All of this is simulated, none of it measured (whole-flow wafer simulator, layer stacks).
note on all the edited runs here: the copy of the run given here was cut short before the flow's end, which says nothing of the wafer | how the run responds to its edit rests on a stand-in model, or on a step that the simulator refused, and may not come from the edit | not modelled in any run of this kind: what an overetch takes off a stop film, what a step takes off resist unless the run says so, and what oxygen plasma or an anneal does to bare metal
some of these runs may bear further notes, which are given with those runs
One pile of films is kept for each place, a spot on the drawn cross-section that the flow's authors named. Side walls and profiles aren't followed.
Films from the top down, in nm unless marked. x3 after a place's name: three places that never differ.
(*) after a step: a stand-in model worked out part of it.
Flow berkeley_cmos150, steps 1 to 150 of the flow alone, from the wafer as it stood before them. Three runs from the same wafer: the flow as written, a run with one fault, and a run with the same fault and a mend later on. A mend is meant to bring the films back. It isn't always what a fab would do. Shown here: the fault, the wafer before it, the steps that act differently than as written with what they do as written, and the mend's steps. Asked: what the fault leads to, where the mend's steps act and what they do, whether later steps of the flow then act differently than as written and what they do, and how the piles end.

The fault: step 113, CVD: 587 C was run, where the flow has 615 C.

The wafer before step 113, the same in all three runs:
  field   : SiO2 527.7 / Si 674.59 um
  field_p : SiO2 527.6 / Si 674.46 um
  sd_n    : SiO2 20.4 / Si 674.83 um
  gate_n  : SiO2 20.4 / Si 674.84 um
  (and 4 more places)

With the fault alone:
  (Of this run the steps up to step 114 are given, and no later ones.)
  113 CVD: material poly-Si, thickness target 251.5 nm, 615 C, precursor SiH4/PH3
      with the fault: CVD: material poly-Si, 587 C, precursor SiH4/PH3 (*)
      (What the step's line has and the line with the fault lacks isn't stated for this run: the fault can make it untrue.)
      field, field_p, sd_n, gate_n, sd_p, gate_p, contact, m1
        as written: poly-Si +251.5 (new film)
        with the fault: poly-Si +128.9 (new film)
  No later step of the flow up to step 114 acts differently than as written at any place that is followed.
  After step 114 the piles differ from the flow's by more than 2% or 0.5 nm, whichever is larger, at field, field_p, sd_n, gate_n, sd_p, gate_p, contact, m1.
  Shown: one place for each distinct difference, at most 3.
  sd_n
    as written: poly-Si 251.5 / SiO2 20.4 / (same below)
    with the fault: poly-Si 128.9 / SiO2 20.4 / (same below)
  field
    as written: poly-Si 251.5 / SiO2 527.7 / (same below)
    with the fault: poly-Si 128.9 / SiO2 527.7 / (same below)
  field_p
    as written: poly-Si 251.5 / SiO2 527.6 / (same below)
    with the fault: poly-Si 128.9 / SiO2 527.6 / (same below)

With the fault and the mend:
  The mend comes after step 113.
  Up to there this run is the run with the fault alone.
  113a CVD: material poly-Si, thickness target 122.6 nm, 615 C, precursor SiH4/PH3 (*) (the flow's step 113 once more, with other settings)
      field, field_p, sd_n, gate_n, sd_p, gate_p, contact, m1
        poly-Si +122.6
  No later step of the flow acts differently than as written, at any place that is followed, by more than 2% or 0.5 nm, whichever is larger.
  At the end the piles differ from the flow's only slightly at the places that both follow, by at most 2% or 0.5 nm, whichever is larger.
